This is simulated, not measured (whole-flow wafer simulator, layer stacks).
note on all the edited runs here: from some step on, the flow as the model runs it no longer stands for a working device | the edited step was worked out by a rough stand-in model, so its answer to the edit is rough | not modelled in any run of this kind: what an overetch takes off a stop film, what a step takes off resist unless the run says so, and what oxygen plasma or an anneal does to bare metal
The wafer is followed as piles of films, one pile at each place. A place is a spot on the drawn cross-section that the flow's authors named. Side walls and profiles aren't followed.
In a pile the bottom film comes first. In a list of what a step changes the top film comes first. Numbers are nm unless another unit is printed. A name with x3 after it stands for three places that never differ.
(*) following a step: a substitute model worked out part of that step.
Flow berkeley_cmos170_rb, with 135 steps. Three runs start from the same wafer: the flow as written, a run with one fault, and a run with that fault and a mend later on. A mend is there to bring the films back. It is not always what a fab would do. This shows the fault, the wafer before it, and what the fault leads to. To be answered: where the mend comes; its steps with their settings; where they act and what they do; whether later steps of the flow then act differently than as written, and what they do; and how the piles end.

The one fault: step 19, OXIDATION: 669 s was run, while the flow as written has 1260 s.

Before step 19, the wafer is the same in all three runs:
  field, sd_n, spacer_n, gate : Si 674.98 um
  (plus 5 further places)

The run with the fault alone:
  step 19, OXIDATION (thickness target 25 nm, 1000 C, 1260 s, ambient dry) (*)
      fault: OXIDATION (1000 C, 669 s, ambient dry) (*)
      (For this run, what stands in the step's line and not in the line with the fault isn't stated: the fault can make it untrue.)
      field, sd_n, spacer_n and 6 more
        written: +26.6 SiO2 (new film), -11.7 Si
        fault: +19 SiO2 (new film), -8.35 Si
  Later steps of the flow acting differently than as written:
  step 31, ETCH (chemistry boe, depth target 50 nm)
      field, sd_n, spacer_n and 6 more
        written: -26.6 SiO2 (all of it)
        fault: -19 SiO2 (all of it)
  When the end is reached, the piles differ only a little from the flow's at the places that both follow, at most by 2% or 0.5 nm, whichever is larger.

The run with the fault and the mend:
  After step 20 comes the mend.
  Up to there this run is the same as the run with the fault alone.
  step 20a, OXIDATION (1000 C, 498 s, ambient dry) (*) (a further turn of the flow's step 19, with different settings)
      field, sd_n, spacer_n and 6 more
        +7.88 SiO2, -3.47 Si
  Later steps of the flow that are run all act as written at every place that is followed, up to a difference of at most 2% or 0.5 nm, whichever is larger.
  When the end is reached, the piles differ only a little from the flow's at the places that both follow, at most by 2% or 0.5 nm, whichever is larger.
